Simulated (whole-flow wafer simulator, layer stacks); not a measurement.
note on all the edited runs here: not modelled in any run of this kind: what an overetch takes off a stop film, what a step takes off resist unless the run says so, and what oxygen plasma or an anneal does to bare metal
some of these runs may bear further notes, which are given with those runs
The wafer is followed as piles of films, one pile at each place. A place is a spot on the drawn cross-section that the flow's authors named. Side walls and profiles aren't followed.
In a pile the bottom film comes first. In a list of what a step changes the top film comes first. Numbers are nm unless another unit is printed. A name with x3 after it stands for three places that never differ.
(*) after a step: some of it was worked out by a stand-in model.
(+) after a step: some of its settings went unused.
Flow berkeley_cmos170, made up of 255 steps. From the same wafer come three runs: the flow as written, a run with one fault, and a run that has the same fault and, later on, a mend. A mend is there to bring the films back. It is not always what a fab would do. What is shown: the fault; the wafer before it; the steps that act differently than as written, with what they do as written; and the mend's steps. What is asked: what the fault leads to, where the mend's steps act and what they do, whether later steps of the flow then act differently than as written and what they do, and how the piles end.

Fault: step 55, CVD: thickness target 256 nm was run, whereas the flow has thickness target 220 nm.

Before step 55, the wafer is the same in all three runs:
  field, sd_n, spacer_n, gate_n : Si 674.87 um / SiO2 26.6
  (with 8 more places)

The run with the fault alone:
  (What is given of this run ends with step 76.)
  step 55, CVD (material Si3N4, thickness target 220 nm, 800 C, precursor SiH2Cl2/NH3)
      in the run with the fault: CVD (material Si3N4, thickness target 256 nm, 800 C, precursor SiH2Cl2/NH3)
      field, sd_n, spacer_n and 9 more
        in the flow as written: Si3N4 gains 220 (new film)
        in the run with the fault: Si3N4 gains 256 (new film)
  Steps later in the flow that act otherwise than as written (2 other steps are not shown; they differ only slightly, by no more than 2% or 0.5 nm, whichever is larger):
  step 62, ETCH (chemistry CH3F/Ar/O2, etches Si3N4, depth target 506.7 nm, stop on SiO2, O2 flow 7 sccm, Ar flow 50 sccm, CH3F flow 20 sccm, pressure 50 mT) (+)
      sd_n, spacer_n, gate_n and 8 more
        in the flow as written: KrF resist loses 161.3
        in the run with the fault: KrF resist loses 185.3
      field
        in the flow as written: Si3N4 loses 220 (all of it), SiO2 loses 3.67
        in the run with the fault: Si3N4 loses 256 (all of it), SiO2 loses 3.67
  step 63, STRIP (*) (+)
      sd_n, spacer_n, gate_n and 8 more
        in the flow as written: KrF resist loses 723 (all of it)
        in the run with the fault: KrF resist loses 699 (all of it)
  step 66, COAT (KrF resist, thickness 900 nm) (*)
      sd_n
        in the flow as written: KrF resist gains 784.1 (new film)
        in the run with the fault: KrF resist gains 766.5 (new film)
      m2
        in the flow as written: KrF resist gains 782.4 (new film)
        in the run with the fault: KrF resist gains 764.2 (new film)
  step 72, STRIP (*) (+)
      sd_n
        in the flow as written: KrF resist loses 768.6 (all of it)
        in the run with the fault: KrF resist loses 751.1 (all of it)
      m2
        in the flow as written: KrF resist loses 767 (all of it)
        in the run with the fault: KrF resist loses 748.8 (all of it)
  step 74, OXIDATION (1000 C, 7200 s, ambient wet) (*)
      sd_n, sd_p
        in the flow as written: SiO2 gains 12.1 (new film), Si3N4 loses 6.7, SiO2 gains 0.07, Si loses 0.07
        in the run with the fault: SiO2 gains 12.1 (new film), Si3N4 loses 6.7
  After step 76, at sd_n, spacer_n, gate_n and 8 more, the piles differ from the flow's by more than 2% or 0.5 nm, whichever is larger.
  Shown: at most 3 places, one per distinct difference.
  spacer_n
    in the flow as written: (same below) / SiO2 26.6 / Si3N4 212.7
    in the run with the fault: (same below) / SiO2 26.6 / Si3N4 248.8
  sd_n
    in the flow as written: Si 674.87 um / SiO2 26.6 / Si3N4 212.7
    in the run with the fault: Si 674.87 um / SiO2 26.6 / Si3N4 248.8

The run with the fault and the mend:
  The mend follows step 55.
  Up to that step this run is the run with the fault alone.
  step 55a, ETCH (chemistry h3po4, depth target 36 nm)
      field, sd_n, spacer_n and 9 more
        Si3N4 loses 36
  Later steps of the flow that are run all act as written at every place that is followed.
  At every place that both follow, the piles at the end match the flow's.
